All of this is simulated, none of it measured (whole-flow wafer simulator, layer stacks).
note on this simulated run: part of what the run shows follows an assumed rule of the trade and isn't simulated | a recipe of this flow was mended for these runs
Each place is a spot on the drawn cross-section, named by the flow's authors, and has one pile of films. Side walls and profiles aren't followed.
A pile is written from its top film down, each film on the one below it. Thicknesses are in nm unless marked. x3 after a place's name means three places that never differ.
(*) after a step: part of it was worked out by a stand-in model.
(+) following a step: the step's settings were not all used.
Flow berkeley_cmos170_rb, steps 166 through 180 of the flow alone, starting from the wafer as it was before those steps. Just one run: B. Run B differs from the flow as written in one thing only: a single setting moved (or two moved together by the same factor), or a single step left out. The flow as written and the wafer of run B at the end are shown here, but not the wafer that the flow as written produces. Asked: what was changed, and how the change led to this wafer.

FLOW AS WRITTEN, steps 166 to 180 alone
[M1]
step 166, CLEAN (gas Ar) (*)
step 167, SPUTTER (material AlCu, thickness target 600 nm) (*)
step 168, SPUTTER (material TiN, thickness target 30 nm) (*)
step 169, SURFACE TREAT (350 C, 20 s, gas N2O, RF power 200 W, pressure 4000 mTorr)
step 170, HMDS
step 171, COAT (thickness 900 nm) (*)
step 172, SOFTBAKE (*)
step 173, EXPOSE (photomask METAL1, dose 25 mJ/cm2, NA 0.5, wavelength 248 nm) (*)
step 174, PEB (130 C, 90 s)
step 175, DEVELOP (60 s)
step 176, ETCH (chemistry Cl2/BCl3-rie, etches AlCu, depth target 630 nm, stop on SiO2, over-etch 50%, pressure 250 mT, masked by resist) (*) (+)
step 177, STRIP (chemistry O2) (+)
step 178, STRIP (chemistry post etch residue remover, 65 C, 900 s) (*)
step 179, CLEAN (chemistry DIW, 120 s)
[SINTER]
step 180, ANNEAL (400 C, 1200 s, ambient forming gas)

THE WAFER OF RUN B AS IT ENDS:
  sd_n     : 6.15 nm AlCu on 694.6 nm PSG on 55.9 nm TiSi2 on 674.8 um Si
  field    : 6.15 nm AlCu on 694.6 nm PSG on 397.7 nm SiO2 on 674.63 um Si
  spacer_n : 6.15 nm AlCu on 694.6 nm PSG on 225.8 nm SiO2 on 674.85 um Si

What caused this: step 176, ETCH: depth target 414 nm was run, while the flow as written has depth target 630 nm.

Step by step, how the change led to this:
  step 176, ETCH (chemistry Cl2/BCl3-rie, etches AlCu, depth target 630 nm, stop on SiO2, over-etch 50%, pressure 250 mT, masked by resist) (*) (+)
      field, sd_n, spacer_n, gate, spacer_p, gate_p: -30 TiN (all of it), -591 AlCu (as written it would have been: -30 TiN (all of it), -600 AlCu (all of it), -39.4 PSG)
      contact, m1: -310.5 KrF-resist (as written it would have been: -472.5 KrF-resist)
      (as well as at 1 more place)
  step 177, STRIP (chemistry O2) (+)
      contact: -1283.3 KrF-resist (all of it) (as written it would have been: -1121.3 KrF-resist (all of it))
      m1: -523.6 KrF-resist (all of it) (as written it would have been: -361.6 KrF-resist (all of it))
  step 178, STRIP (chemistry post etch residue remover, 65 C, 900 s) (*)
      field, sd_n, spacer_n, gate, spacer_p, gate_p: -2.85 AlCu (as written it would have been: nothing)
With metal films that touch counted as one body, sd_n has 1 body; the flow as written gives 0 bodies.
With metal films that touch counted as one body, field has 1 body; the flow as written gives 0 bodies.
With metal films that touch counted as one body, spacer_n has 1 body; the flow as written gives 0 bodies.
